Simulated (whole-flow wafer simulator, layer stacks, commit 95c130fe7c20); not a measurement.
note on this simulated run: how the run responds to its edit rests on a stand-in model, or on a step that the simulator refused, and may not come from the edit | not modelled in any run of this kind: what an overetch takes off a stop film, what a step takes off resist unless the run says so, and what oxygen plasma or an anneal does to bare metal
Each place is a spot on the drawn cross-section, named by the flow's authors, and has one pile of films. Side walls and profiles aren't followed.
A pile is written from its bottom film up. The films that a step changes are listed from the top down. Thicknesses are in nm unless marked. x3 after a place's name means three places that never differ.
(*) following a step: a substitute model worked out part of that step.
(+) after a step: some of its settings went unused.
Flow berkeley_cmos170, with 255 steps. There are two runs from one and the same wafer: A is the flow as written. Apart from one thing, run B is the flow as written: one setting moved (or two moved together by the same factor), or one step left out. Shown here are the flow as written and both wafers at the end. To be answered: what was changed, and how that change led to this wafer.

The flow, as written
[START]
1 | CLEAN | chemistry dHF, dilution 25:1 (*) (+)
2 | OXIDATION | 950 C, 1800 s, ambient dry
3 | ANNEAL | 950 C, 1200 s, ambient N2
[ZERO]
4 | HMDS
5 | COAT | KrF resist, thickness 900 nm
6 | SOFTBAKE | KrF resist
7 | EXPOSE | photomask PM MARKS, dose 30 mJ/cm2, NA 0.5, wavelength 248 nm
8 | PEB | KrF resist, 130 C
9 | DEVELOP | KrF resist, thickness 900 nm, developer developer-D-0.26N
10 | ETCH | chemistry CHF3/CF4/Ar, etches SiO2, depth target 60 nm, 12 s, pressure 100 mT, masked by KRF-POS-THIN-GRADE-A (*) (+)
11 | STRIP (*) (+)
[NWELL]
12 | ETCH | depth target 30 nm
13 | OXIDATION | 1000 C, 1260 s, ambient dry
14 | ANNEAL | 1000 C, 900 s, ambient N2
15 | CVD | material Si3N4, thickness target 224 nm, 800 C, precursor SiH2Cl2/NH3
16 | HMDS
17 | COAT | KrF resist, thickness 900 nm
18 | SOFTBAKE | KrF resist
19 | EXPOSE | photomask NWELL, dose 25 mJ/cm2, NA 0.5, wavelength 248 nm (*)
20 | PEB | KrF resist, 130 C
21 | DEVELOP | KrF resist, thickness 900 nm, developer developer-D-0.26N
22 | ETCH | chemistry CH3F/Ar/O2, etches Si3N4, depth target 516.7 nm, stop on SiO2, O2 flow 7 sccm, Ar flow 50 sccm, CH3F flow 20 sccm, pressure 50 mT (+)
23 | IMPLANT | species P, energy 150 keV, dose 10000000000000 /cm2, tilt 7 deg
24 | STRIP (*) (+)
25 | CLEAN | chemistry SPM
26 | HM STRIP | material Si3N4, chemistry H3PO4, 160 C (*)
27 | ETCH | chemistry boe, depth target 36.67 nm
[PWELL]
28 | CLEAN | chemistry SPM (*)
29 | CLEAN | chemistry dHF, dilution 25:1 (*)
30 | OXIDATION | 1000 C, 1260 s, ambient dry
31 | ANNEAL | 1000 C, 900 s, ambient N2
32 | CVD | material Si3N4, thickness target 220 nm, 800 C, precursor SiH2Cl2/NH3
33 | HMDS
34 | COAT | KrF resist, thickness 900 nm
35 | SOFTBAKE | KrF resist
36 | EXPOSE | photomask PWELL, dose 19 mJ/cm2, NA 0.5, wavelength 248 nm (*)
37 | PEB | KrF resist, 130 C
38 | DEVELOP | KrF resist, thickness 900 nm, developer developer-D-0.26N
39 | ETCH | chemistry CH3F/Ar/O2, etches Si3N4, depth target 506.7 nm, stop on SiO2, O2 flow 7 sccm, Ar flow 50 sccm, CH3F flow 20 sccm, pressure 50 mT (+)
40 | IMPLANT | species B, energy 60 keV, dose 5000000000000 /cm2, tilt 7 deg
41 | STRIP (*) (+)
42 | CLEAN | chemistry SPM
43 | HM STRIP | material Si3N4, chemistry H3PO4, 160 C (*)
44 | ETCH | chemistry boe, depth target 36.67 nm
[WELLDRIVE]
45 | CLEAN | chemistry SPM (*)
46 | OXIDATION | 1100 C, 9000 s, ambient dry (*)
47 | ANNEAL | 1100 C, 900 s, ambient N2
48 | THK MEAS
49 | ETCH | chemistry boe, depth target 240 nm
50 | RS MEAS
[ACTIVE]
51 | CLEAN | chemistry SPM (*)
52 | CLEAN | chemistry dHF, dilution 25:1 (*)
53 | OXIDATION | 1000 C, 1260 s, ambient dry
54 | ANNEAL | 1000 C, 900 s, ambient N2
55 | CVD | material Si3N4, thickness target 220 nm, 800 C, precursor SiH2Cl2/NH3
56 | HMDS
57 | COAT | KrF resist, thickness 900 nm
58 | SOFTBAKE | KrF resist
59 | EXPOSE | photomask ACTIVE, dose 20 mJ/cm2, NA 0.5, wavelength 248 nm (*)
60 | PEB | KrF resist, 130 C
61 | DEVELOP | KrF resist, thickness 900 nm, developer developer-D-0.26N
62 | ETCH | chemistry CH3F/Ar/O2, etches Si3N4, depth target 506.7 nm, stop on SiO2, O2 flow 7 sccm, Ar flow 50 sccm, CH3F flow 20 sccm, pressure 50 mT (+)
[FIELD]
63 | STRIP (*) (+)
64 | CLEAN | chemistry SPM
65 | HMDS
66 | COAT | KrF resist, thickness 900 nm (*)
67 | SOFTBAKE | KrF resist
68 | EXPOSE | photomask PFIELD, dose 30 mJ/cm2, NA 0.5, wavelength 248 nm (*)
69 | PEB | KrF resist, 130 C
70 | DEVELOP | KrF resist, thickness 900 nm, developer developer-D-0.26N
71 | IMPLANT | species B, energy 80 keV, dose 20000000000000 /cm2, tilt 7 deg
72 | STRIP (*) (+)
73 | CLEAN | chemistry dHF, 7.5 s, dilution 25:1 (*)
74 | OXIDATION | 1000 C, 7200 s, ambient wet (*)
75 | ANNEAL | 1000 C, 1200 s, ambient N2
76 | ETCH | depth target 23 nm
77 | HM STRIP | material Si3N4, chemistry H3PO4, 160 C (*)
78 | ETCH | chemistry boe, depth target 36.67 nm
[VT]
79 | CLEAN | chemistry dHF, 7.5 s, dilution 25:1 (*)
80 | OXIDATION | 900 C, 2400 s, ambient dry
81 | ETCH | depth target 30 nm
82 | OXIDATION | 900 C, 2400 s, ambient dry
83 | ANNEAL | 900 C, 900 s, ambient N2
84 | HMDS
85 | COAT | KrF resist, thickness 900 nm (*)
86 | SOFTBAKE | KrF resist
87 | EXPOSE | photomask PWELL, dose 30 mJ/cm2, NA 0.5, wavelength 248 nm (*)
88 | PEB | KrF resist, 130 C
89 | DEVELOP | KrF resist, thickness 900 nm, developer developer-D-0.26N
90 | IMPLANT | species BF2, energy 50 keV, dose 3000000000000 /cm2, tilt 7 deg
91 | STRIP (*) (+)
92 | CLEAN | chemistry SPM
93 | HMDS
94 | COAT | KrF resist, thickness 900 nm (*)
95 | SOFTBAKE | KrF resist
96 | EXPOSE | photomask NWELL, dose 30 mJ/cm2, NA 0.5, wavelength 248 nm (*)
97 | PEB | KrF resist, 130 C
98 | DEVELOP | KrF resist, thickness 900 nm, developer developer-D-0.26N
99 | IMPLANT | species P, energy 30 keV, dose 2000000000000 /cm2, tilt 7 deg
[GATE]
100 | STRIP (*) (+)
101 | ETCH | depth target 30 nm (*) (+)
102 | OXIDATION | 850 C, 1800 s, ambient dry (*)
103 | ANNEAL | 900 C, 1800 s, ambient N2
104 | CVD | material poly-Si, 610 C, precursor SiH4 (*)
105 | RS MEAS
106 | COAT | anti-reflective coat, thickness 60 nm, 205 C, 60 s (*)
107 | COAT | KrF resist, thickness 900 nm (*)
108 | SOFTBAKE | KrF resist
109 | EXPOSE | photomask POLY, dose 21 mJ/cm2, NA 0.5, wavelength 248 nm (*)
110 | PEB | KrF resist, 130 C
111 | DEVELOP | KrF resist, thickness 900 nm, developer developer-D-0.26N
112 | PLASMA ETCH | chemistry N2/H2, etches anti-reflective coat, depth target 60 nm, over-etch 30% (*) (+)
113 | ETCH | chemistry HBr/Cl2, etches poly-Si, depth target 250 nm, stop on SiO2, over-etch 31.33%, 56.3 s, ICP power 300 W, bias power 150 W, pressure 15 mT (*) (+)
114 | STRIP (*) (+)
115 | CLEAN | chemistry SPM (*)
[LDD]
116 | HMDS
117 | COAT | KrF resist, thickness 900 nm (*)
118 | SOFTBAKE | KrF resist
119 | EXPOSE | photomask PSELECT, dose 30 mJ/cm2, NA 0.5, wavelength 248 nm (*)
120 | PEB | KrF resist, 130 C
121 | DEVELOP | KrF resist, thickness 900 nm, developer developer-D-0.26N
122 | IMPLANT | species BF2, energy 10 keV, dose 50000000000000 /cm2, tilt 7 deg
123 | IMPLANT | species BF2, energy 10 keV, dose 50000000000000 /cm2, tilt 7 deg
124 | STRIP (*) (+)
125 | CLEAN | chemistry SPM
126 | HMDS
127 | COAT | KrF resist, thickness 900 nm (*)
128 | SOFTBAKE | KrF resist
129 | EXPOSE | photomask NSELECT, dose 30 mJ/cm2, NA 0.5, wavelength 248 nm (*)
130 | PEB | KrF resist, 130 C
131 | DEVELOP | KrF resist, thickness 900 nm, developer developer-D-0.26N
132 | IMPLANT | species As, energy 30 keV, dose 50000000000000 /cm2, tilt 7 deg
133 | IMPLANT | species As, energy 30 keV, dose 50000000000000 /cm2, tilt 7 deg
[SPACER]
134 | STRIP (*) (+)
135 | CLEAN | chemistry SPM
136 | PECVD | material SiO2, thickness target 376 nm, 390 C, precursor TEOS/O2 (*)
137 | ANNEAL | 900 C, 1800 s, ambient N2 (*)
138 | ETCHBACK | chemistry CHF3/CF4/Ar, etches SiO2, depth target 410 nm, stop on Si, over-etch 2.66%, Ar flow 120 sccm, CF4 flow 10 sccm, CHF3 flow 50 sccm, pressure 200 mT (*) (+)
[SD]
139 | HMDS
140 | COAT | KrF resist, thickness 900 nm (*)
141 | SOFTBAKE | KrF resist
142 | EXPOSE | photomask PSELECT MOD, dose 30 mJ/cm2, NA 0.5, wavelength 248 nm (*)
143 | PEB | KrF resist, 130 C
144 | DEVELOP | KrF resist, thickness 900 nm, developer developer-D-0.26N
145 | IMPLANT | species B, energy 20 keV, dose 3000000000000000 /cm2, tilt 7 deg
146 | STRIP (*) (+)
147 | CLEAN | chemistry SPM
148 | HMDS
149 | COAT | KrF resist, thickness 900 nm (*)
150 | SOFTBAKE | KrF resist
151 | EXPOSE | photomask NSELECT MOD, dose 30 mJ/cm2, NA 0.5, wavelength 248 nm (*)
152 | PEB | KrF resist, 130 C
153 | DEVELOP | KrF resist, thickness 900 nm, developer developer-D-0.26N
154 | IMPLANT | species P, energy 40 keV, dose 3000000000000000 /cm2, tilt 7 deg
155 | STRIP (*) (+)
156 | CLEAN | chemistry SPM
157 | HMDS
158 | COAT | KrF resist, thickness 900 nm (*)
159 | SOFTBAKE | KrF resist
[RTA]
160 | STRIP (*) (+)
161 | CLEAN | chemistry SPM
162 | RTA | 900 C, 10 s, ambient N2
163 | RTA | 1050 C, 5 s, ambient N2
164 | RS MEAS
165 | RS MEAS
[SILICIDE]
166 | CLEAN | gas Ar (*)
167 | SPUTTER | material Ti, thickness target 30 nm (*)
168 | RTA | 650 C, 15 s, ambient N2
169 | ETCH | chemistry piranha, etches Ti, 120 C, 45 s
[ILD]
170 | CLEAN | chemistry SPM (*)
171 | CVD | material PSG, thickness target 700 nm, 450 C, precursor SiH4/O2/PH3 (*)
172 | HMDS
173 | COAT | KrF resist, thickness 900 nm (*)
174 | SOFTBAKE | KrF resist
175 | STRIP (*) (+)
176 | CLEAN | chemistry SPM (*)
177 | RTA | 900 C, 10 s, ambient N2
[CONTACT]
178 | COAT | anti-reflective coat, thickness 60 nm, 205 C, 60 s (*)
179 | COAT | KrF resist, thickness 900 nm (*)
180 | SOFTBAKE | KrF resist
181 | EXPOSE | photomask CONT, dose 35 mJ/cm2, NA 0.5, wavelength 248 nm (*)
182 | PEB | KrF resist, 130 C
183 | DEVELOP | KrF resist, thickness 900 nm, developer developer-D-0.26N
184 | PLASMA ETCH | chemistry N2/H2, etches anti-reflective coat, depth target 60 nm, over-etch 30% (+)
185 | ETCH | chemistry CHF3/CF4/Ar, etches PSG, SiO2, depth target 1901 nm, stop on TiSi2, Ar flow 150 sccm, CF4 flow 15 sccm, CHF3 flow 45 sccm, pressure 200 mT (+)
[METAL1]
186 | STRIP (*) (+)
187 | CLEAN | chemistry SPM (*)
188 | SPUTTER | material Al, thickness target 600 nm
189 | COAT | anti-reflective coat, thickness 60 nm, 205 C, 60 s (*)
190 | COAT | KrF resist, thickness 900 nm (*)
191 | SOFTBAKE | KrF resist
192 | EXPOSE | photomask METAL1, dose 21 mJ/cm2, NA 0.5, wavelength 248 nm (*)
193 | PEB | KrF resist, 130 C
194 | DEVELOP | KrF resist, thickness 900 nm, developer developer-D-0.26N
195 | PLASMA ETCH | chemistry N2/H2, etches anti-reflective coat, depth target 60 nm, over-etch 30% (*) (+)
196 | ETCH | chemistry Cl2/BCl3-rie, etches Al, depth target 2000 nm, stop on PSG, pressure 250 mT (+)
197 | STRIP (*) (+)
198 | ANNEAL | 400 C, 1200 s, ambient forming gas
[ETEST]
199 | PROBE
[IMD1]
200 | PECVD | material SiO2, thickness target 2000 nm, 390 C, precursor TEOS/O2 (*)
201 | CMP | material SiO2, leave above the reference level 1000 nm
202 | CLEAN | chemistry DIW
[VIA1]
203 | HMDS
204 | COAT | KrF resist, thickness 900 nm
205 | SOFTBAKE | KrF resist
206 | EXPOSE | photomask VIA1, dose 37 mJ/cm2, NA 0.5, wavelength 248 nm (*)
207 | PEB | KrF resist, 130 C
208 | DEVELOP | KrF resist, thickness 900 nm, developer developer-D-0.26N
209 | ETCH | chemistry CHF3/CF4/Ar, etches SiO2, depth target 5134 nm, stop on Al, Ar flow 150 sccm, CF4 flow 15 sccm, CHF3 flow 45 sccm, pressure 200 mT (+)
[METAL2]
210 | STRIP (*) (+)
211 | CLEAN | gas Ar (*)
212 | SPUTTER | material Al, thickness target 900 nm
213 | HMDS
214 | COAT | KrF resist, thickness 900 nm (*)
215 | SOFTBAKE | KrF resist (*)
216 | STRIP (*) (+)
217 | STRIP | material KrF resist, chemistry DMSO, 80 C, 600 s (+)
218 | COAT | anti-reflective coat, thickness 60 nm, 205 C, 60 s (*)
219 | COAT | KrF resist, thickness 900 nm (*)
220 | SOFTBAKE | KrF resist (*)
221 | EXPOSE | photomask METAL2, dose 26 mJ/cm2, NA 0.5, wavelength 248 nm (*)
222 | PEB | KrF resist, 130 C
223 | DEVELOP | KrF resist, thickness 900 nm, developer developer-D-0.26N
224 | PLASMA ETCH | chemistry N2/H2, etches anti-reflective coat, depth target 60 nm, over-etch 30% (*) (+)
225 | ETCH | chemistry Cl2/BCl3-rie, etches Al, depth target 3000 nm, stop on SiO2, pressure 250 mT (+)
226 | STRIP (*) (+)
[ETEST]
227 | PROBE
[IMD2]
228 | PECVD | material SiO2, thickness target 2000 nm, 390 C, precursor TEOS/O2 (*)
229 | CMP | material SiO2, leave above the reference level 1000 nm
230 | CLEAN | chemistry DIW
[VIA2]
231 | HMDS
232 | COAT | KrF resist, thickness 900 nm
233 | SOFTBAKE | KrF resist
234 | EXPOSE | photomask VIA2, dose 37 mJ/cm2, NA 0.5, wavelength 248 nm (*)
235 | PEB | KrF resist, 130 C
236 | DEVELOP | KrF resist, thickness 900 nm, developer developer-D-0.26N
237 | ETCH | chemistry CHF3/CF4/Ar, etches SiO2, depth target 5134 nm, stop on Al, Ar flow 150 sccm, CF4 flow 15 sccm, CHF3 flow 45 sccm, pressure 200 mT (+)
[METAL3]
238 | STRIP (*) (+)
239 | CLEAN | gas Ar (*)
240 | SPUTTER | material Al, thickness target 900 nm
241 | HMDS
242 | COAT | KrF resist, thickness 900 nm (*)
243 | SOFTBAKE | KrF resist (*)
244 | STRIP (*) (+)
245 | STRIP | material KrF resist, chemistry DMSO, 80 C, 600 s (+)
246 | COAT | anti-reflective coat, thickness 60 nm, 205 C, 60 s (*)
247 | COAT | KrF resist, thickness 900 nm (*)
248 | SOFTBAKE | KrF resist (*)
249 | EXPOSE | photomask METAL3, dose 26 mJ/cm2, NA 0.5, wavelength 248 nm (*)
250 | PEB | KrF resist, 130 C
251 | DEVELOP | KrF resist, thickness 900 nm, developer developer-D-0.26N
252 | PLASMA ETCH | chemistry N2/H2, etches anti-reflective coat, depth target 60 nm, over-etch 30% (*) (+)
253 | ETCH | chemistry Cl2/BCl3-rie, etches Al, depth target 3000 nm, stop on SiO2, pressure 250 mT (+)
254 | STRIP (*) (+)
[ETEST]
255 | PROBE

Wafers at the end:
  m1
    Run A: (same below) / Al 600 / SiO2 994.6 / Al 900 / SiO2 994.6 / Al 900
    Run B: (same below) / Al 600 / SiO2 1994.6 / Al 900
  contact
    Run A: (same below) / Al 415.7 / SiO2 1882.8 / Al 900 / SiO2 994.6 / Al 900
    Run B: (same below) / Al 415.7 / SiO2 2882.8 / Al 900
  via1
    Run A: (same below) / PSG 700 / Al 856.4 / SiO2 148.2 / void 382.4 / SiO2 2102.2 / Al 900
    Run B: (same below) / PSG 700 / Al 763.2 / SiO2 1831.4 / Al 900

The reason: step 210, STRIP (*) (+), was omitted.

How this came from the change, step by step:
  211 | CLEAN | gas Ar (*)
      field, sd_n, spacer_n and 8 more: A SiO2 loses 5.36 | B KrF resist loses 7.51
  212 | SPUTTER | material Al, thickness target 900 nm
      via1: A Al gains 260 | B Al gains 166.8
  214 | COAT | KrF resist, thickness 900 nm (*)
      m1: A KrF resist gains 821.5 (new film) | B KrF resist gains 778 (new film)
      via1: A KrF resist gains 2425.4 (new film) | B KrF resist gains 3061.5 (new film)
      (as well as at 1 more place)
  216 | STRIP (*) (+)
      m1: A KrF resist loses 821.5 (all of it) | B KrF resist loses 778 (all of it)
      via1: A KrF resist loses 2425.4 (all of it) | B KrF resist loses 3061.5 (all of it)
      (as well as at 1 more place)
  217 | STRIP | material KrF resist, chemistry DMSO, 80 C, 600 s (+)
      field, sd_n, spacer_n and 8 more: A nothing | B Al loses 900 (all of it), KrF resist loses 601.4 (all of it)
  218 | COAT | anti-reflective coat, thickness 60 nm, 205 C, 60 s (*)
      via1: A anti-reflective coat gains 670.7 (new film) | B anti-reflective coat gains 331.1 (new film)
  219 | COAT | KrF resist, thickness 900 nm (*)
      via1: A KrF resist gains 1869 (new film) | B KrF resist gains 1403.4 (new film)
  222 | PEB | KrF resist, 130 C
      via1: A KrF resist loses 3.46 | B KrF resist loses 2.44
  224 | PLASMA ETCH | chemistry N2/H2, etches anti-reflective coat, depth target 60 nm, over-etch 30% (*) (+)
      field, spacer_n, gate_n: A anti-reflective coat loses 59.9 (all of it) | B anti-reflective coat loses 60 (all of it), SiO2 loses 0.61
      spacer_p, gate_p: A anti-reflective coat loses 60 (all of it) | B anti-reflective coat loses 60 (all of it), SiO2 loses 0.61
      (as well as at 1 more place)
  225 | ETCH | chemistry Cl2/BCl3-rie, etches Al, depth target 3000 nm, stop on SiO2, pressure 250 mT (+)
      field, sd_n, spacer_n, gate_n, sd_p, spacer_p, gate_p: A Al loses 900 (all of it), SiO2 loses 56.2 | B SiO2 loses 112.5
      contact, m1, via1, m2, via2: A KrF resist loses 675 | B KrF resist loses 450
  226 | STRIP (*) (+)
      contact: A KrF resist loses 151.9 (all of it), anti-reflective coat loses 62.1 (all of it) | B KrF resist loses 375.9 (all of it), anti-reflective coat loses 62.1 (all of it)
      m1: A KrF resist loses 162.4 (all of it), anti-reflective coat loses 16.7 (all of it) | B KrF resist loses 386.3 (all of it), anti-reflective coat loses 16.5 (all of it)
      (as well as at 3 more places)
  228 | PECVD | material SiO2, thickness target 2000 nm, 390 C, precursor TEOS/O2 (*)
      contact, m1, m2, via2: A SiO2 gains 2000 (new film) | B SiO2 gains 2000
      via1: A SiO2 gains 3107.6 (new film), void gains 382.4 (new film), SiO2 gains 148.2 (new film) | B SiO2 gains 2836.8 (new film)
  229 | CMP | material SiO2, leave above the reference level 1000 nm
      field, spacer_n, gate_n, sd_p, spacer_p, gate_p: A SiO2 loses 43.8 | B SiO2 loses 886.9
      sd_n: A SiO2 loses 43.8 | B SiO2 loses 887
  237 | ETCH | chemistry CHF3/CF4/Ar, etches SiO2, depth target 5134 nm, stop on Al, Ar flow 150 sccm, CF4 flow 15 sccm, CHF3 flow 45 sccm, pressure 200 mT (+)
      field, sd_n, spacer_n and 8 more: A KrF resist loses 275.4 | B KrF resist loses 525.4
      via2: A SiO2 loses 1000 (all of it), Al loses 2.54 | B SiO2 loses 2000 (all of it), Al loses 2.54
  238 | STRIP (*) (+)
      field, sd_n, spacer_n and 8 more: A KrF resist loses 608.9 (all of it) | B KrF resist loses 358.9 (all of it)
  240 | SPUTTER | material Al, thickness target 900 nm
      via2: A Al gains 260 | B Al gains 136.4
  ... 5 other steps ...
  254 | STRIP (*) (+)
      m1: A KrF resist loses 158.8 (all of it), anti-reflective coat loses 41 (all of it) | B KrF resist loses 132.3 (all of it), anti-reflective coat loses 38.4 (all of it)
      via1: A KrF resist loses 152.4 (all of it), anti-reflective coat loses 58.9 (all of it) | B KrF resist loses 143.1 (all of it), anti-reflective coat loses 56.1 (all of it)
      (as well as at 2 more places)
If metal films that touch count as one body, m1 has 2 bodies (between them, from the top down: SiO2 1994.6); the flow as written gives 3 bodies (between them, from the top down: SiO2 994.6; SiO2 994.6).
If metal films that touch count as one body, contact has 2 bodies (between them, from the top down: SiO2 2882.8); the flow as written gives 3 bodies (between them, from the top down: SiO2 994.6; SiO2 1882.8).
